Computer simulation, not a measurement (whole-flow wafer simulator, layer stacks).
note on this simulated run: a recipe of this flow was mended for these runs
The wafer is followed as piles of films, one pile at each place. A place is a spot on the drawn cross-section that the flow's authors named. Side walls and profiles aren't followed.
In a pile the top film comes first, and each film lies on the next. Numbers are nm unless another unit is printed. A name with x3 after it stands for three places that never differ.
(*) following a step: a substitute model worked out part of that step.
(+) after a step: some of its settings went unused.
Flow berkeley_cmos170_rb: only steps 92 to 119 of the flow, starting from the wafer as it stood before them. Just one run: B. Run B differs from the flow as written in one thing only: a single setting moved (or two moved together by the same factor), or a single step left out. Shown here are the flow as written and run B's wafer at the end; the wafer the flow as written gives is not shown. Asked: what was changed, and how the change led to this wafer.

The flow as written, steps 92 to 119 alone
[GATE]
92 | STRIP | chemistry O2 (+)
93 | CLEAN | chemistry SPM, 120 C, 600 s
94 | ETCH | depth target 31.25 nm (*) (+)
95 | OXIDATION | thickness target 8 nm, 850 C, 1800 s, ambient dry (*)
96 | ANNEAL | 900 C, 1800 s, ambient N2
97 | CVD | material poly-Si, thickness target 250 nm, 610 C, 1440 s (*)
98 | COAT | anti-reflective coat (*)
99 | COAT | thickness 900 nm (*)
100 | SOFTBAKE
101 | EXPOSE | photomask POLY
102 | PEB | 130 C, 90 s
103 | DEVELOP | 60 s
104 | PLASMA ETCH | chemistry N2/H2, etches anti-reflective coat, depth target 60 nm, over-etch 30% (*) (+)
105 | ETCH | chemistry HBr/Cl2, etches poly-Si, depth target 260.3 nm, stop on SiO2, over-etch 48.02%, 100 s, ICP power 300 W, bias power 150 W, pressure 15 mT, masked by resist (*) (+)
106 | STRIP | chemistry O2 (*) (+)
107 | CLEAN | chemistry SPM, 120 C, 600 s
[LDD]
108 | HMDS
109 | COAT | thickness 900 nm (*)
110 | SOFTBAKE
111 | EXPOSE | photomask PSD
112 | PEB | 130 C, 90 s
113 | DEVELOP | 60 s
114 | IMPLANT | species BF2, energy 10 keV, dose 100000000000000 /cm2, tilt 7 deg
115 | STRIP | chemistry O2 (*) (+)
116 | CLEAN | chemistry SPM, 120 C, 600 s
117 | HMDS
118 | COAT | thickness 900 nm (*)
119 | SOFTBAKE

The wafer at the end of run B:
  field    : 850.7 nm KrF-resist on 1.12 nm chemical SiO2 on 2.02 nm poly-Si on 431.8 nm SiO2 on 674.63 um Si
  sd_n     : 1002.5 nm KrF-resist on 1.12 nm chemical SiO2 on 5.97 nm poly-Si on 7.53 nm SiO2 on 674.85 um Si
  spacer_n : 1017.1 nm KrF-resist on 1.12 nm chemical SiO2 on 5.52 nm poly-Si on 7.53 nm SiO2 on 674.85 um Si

The reason: step 97, CVD: thickness target 393 nm was run, though the flow has thickness target 250 nm; step 97, CVD: 2264 s was run, where the flow has 1440 s.

Step by step, how the change led to this:
  97 | CVD | material poly-Si, thickness target 250 nm, 610 C, 1440 s (*)
      field, sd_n, spacer_n and 6 more: poly-Si gains 393 (new film) (as written it would have been: poly-Si gains 250 (new film))
  98 | COAT | anti-reflective coat (*)
      sd_n: anti-reflective coat gains 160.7 (new film) (as written it would have been: anti-reflective coat gains 154.3 (new film))
      contact: anti-reflective coat gains 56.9 (new film) (as written it would have been: anti-reflective coat gains 53.8 (new film))
  104 | PLASMA ETCH | chemistry N2/H2, etches anti-reflective coat, depth target 60 nm, over-etch 30% (*) (+)
      gate, gate_p: KrF-resist loses 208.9 (as written it would have been: KrF-resist loses 200.6)
      sd_n: anti-reflective coat loses 160.7 (all of it), poly-Si loses 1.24 (as written it would have been: anti-reflective coat loses 154.3 (all of it), poly-Si loses 1.19)
      (also at 1 further place)
  105 | ETCH | chemistry HBr/Cl2, etches poly-Si, depth target 260.3 nm, stop on SiO2, over-etch 48.02%, 100 s, ICP power 300 W, bias power 150 W, pressure 15 mT, masked by resist (*) (+)
      spacer_n, spacer_p: poly-Si loses 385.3 (as written it would have been: poly-Si loses 248.5 (all of it), SiO2 loses 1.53)
      field: poly-Si loses 385.3 (as written it would have been: poly-Si loses 245 (all of it), SiO2 loses 1.8)
      (also at 4 further places)
  106 | STRIP | chemistry O2 (*) (+)
      field, sd_n, spacer_n, sd_p, spacer_p, contact, m1: chemical SiO2 gains 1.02 (new film), poly-Si loses 0.45 (as written it would have been: nothing)
  109 | COAT | thickness 900 nm (*)
      gate: KrF-resist gains 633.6 (new film) (as written it would have been: KrF-resist gains 749.5 (new film))
      gate_p: KrF-resist gains 629.3 (new film) (as written it would have been: KrF-resist gains 745.7 (new film))
  113 | DEVELOP | 60 s
      gate_p: KrF-resist loses 628 (all of it) (as written it would have been: KrF-resist loses 744.1 (all of it))
  115 | STRIP | chemistry O2 (*) (+)
      gate: KrF-resist loses 617.4 (all of it), chemical SiO2 gains 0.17 (as written it would have been: KrF-resist loses 733 (all of it), chemical SiO2 gains 0.17)
  118 | COAT | thickness 900 nm (*)
      gate: KrF-resist gains 633.6 (new film) (as written it would have been: KrF-resist gains 748.7 (new film))
      gate_p: KrF-resist gains 629.3 (new film) (as written it would have been: KrF-resist gains 744.7 (new film))
